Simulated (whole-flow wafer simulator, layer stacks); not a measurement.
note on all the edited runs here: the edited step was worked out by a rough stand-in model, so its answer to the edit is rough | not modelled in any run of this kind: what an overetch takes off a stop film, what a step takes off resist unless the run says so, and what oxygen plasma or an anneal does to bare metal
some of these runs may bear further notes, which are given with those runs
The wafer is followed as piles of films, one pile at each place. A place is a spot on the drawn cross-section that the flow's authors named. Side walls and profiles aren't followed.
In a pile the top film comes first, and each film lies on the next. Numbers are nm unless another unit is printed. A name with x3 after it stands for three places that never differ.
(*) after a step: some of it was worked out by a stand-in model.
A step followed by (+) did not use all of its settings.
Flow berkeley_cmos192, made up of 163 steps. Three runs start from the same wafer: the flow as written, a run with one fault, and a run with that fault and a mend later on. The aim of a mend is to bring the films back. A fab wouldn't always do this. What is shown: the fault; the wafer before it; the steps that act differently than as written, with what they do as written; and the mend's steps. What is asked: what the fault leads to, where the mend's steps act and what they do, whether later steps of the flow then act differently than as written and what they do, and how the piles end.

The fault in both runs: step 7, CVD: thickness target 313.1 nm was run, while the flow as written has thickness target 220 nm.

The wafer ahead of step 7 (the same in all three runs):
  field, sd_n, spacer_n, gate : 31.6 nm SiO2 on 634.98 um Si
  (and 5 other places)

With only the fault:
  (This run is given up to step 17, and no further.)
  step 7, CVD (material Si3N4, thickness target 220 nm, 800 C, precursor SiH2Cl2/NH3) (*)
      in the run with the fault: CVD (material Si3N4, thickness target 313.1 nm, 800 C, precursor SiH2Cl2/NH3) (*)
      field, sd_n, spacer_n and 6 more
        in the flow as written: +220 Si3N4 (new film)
        in the run with the fault: +313.1 Si3N4 (new film)
  Steps later in the flow that act otherwise than as written:
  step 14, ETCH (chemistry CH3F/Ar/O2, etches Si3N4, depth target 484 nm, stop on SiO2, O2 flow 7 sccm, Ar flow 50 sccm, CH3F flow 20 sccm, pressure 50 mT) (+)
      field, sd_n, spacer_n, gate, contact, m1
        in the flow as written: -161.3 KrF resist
        in the run with the fault: -223.4 KrF resist
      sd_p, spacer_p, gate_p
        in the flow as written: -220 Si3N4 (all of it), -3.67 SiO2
        in the run with the fault: -313.1 Si3N4 (all of it), -3.67 SiO2
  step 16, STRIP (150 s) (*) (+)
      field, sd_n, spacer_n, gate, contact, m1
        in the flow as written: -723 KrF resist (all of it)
        in the run with the fault: -661 KrF resist (all of it)
  Once step 17 is done, the piles at field, sd_n, spacer_n, gate, contact, m1 depart from the flow's by more than 2% or 0.5 nm, whichever is larger.
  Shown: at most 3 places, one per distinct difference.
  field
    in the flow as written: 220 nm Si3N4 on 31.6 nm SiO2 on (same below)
    in the run with the fault: 313.1 nm Si3N4 on 31.6 nm SiO2 on (same below)

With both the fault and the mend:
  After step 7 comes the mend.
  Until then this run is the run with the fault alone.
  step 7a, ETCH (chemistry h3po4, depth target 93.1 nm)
      field, sd_n, spacer_n and 6 more
        -93.1 Si3N4
  Every later step of the flow that is run acts as written at every place that is followed.
  The piles end the same as the flow's at every place that both follow.
